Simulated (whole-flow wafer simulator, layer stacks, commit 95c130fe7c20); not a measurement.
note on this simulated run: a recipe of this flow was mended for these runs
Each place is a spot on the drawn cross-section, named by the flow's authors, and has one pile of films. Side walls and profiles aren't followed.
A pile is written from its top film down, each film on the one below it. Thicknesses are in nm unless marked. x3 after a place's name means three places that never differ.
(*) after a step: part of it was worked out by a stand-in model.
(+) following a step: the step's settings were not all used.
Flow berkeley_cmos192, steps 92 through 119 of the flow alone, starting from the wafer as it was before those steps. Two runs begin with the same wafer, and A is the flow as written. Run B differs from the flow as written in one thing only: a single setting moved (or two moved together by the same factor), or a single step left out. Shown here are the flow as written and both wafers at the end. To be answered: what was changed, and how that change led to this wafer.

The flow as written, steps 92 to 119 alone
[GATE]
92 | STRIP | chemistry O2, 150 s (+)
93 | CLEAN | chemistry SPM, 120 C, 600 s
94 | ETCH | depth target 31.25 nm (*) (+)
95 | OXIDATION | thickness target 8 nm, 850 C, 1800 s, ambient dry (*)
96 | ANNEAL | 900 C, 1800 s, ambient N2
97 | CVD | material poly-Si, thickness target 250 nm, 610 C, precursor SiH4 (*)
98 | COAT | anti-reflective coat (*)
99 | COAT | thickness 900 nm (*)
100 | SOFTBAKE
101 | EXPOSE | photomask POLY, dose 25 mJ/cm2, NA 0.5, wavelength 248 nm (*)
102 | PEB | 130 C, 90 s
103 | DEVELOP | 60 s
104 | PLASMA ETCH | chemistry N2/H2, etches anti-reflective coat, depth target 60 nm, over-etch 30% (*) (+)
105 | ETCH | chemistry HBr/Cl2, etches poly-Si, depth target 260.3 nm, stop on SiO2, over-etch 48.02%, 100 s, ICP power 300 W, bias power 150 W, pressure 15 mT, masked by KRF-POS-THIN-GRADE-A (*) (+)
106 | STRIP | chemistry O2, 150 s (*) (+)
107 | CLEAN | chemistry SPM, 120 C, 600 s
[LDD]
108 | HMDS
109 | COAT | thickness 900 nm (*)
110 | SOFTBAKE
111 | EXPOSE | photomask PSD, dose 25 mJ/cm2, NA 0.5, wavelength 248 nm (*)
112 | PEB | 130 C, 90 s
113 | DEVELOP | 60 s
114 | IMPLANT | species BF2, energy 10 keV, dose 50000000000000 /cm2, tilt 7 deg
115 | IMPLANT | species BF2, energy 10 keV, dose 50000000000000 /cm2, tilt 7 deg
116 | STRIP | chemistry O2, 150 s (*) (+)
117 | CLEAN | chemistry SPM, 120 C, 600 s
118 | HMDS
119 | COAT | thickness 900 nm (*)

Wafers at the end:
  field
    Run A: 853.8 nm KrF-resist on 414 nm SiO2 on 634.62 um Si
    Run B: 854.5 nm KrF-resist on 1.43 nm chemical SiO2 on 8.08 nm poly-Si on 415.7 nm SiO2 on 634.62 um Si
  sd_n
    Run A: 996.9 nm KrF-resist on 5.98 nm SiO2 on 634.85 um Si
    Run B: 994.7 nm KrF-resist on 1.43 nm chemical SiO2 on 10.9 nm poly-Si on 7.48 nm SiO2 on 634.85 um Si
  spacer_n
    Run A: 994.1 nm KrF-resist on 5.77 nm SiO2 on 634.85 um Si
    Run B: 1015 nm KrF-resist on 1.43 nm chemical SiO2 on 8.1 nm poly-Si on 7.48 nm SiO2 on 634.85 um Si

What caused this: step 97, CVD: thickness target 398 nm was run, though the flow has thickness target 250 nm.

The path from the change to this, step by step:
  97 | CVD | material poly-Si, thickness target 250 nm, 610 C, precursor SiH4 (*)
      field, sd_n, spacer_n and 6 more: A +250 poly-Si (new film) | B +398 poly-Si (new film)
  98 | COAT | anti-reflective coat (*)
      field: A +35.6 anti-reflective coat (new film) | B +36.8 anti-reflective coat (new film)
      sd_n: A +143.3 anti-reflective coat (new film) | B +148.2 anti-reflective coat (new film)
      (and at 1 other place as well)
  104 | PLASMA ETCH | chemistry N2/H2, etches anti-reflective coat, depth target 60 nm, over-etch 30% (*) (+)
      field: A -35.6 anti-reflective coat (all of it), -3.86 poly-Si | B -36.8 anti-reflective coat (all of it), -4 poly-Si
      sd_n: A -143.3 anti-reflective coat (all of it), -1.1 poly-Si | B -148.2 anti-reflective coat (all of it), -1.14 poly-Si
      (and at 1 other place as well)
  105 | ETCH | chemistry HBr/Cl2, etches poly-Si, depth target 260.3 nm, stop on SiO2, over-etch 48.02%, 100 s, ICP power 300 W, bias power 150 W, pressure 15 mT, masked by KRF-POS-THIN-GRADE-A (*) (+)
      spacer_n, spacer_p: A -246.2 poly-Si (all of it), -1.71 SiO2 | B -385.3 poly-Si
      field: A -246.1 poly-Si (all of it), -1.71 SiO2 | B -385.3 poly-Si
      (and at 4 other places as well)
  106 | STRIP | chemistry O2, 150 s (*) (+)
      field, sd_n, spacer_n, sd_p, spacer_p, contact, m1: A nothing | B +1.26 chemical SiO2 (new film), -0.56 poly-Si
  109 | COAT | thickness 900 nm (*)
      spacer_n: A +994 KrF-resist (new film) | B +1015 KrF-resist (new film)
      gate: A +743.5 KrF-resist (new film) | B +629.3 KrF-resist (new film)
      (and at 2 other places as well)
  113 | DEVELOP | 60 s
      spacer_p: A -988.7 KrF-resist (all of it) | B -1009.5 KrF-resist (all of it)
      gate_p: A -738.2 KrF-resist (all of it) | B -624.2 KrF-resist (all of it)
  116 | STRIP | chemistry O2, 150 s (*) (+)
      spacer_n: A -976.9 KrF-resist (all of it) | B -997.7 KrF-resist (all of it), +0.16 chemical SiO2, -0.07 poly-Si
      gate: A -727 KrF-resist (all of it), +0.2 chemical SiO2, -0.09 poly-Si | B -613.1 KrF-resist (all of it), +0.2 chemical SiO2, -0.09 poly-Si
  119 | COAT | thickness 900 nm (*)
      spacer_n: A +994.1 KrF-resist (new film) | B +1015 KrF-resist (new film)
      gate: A +743.4 KrF-resist (new film) | B +629.4 KrF-resist (new film)
      (and at 2 other places as well)
